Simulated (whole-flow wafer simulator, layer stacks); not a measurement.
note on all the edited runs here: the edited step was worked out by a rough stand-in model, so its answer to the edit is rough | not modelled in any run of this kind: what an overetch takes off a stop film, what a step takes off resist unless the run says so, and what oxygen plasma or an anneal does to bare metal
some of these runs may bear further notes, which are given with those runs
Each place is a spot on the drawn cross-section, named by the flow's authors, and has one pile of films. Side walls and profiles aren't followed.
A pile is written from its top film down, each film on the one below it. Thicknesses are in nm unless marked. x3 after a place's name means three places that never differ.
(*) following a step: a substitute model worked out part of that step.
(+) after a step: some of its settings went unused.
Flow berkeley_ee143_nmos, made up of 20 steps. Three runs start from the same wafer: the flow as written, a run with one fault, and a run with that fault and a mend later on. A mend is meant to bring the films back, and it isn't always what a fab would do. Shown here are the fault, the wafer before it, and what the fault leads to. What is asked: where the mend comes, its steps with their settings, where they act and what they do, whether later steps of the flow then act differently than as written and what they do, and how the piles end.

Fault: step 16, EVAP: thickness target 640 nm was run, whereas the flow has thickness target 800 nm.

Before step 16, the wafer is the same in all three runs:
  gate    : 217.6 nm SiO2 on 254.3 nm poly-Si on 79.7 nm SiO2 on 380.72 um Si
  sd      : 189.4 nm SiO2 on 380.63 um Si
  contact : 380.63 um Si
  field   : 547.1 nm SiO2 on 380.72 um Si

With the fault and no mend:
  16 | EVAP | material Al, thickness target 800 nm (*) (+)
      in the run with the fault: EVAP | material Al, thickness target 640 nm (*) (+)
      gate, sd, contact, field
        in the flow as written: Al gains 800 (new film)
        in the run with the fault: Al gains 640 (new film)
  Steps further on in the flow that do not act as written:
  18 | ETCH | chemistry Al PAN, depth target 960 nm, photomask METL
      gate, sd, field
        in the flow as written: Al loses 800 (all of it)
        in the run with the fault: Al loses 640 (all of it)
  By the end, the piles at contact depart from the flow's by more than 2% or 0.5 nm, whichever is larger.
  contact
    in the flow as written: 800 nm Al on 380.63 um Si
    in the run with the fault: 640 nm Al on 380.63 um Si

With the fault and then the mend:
  After step 16 comes the mend.
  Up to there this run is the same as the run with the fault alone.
  16a | EVAP | material Al, thickness target 160 nm (*) (+) (the flow's step 16 again, with other settings)
      gate, sd, contact, field
        Al gains 160
  None of the later steps of the flow acts differently than as written at any place that is followed.
  At every place that both follow, the piles at the end match the flow's.
